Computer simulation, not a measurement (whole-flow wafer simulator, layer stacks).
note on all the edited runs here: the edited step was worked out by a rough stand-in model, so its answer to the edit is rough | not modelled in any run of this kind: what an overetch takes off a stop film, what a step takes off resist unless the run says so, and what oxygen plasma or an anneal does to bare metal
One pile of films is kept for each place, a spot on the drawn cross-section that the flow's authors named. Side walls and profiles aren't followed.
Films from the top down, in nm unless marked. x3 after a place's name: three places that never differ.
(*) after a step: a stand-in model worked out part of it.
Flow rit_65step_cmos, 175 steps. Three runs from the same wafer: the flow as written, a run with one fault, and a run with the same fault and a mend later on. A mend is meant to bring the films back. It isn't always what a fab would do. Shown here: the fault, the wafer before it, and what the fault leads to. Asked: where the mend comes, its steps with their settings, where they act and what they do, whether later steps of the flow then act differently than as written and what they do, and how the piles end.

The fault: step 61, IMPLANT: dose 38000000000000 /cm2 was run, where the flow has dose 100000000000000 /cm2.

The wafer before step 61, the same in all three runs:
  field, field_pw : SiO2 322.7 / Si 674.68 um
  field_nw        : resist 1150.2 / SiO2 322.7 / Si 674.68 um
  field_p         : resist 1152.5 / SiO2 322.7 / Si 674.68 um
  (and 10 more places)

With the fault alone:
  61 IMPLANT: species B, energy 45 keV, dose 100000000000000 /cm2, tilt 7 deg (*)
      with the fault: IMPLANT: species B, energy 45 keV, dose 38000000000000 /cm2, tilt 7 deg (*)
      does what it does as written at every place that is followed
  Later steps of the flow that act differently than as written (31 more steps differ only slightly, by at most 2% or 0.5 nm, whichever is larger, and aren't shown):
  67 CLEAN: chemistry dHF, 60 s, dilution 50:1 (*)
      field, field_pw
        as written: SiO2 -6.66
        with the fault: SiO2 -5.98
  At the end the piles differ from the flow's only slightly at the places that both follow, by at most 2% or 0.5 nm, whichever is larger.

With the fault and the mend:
  The mend comes after step 62.
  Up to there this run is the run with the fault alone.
  62a HMDS: 140 C, 60 s (the flow's step 54 once more)
      changes no film at any place that is followed
  62b COAT: resist, thickness 1300 nm (the flow's step 55 once more)
      gate_n, gate_p, spacer, spacer_p, contact
        resist +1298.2 (new film)
      active_n, active_p, sd_p
        resist +1297.4 (new film)
      field_pw, field_nw
        resist +1313 (new film)
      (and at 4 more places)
  62c SOFTBAKE: resist, 90 C, 60 s (the flow's step 56 once more)
      changes no film at any place that is followed
  62d EXPOSE: photomask M5, dose 250 mJ/cm2, NA 0.6, wavelength 365 nm (the flow's step 57 once more)
      changes no film at any place that is followed
  62e PEB: resist, 110 C, 60 s (the flow's step 58 once more)
      gate_n, gate_p, spacer, spacer_p, contact, m1
        resist -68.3
      active_n, active_p, sd_n, sd_p
        resist -68.2
      field, field_p
        resist -69.2
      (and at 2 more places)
  62f DEVELOP: resist, thickness 1300 nm, 68 s (the flow's step 59 once more)
      gate_n, spacer, contact
        resist -1229.9 (all of it)
      field
        resist -1246.5 (all of it)
      field_pw
        resist -1243.9 (all of it)
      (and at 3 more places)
  62g HARDBAKE: resist, 140 C, 120 s (the flow's step 60 once more)
      active_p, gate_p, spacer_p
        resist -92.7
      field_nw
        resist -93.8
      field_p
        resist -94
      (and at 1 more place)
  62h IMPLANT: species B, energy 45 keV, dose 62000000000000 /cm2, tilt 7 deg (*) (the flow's step 61 once more, with other settings)
      changes no film at any place that is followed
  62i STRIP: resist, chemistry O2, 180 s (the flow's step 62 once more)
      active_p, sd_p
        resist -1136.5 (all of it)
      gate_p, spacer_p
        resist -1137.2 (all of it)
      field_nw
        resist -1150.2 (all of it)
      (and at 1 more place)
  No later step of the flow acts differently than as written at any place that is followed.
  At the end the piles are the same as the flow's at every place that both follow.
